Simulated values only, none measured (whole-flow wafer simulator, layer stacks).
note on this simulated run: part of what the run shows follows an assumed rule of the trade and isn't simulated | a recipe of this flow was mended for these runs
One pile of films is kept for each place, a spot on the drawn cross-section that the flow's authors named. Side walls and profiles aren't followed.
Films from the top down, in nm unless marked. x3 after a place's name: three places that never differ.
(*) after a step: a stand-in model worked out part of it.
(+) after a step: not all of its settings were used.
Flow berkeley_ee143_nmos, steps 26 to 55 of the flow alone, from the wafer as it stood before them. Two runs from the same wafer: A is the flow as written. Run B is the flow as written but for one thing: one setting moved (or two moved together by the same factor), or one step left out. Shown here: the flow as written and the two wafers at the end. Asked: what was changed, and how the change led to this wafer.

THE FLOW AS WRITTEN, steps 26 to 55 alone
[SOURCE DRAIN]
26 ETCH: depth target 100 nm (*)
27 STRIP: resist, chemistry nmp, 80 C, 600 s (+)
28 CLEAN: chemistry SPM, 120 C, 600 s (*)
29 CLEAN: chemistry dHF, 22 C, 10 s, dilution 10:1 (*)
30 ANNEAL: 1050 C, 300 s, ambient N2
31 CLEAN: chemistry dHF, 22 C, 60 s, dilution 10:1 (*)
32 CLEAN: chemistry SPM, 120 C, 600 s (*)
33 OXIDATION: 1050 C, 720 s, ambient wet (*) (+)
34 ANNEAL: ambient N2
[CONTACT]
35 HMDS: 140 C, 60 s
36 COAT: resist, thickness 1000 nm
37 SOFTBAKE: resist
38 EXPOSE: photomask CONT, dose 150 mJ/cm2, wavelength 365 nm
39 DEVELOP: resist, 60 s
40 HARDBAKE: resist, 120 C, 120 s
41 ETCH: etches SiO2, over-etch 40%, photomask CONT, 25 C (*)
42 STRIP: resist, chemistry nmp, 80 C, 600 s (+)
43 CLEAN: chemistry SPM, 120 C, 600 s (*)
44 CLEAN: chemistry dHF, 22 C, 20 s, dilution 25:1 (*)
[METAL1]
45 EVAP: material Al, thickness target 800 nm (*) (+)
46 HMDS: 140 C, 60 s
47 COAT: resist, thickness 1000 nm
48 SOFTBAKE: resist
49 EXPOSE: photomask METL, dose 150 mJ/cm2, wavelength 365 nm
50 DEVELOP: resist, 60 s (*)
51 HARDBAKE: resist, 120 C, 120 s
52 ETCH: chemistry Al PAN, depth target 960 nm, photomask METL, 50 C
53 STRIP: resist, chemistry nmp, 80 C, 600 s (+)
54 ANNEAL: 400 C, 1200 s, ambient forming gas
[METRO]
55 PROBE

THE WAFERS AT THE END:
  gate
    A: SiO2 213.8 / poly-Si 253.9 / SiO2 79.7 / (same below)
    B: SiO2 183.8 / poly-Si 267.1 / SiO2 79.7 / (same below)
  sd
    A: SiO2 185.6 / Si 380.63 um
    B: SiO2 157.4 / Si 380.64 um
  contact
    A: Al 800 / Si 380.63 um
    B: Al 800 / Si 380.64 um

The cause: step 33, OXIDATION: 576 s was run, where the flow has 720 s.

How the change led to this, step by step:
  33 OXIDATION: 1050 C, 720 s, ambient wet (*) (+)
      sd, contact: A SiO2 +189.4 (new film), chemical SiO2 -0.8 (all of it), Si -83 | B SiO2 +161.2 (new film), chemical SiO2 -0.8 (all of it), Si -70.6
      gate: A SiO2 +217.6 (new film), chemical SiO2 -0.8 (all of it), poly-Si -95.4 | B SiO2 +187.6 (new film), chemical SiO2 -0.8 (all of it), poly-Si -82.2
      (and at 1 more place)
  41 ETCH: etches SiO2, over-etch 40%, photomask CONT, 25 C (*)
      contact: A SiO2 -189.4 (all of it) | B SiO2 -161.2 (all of it)
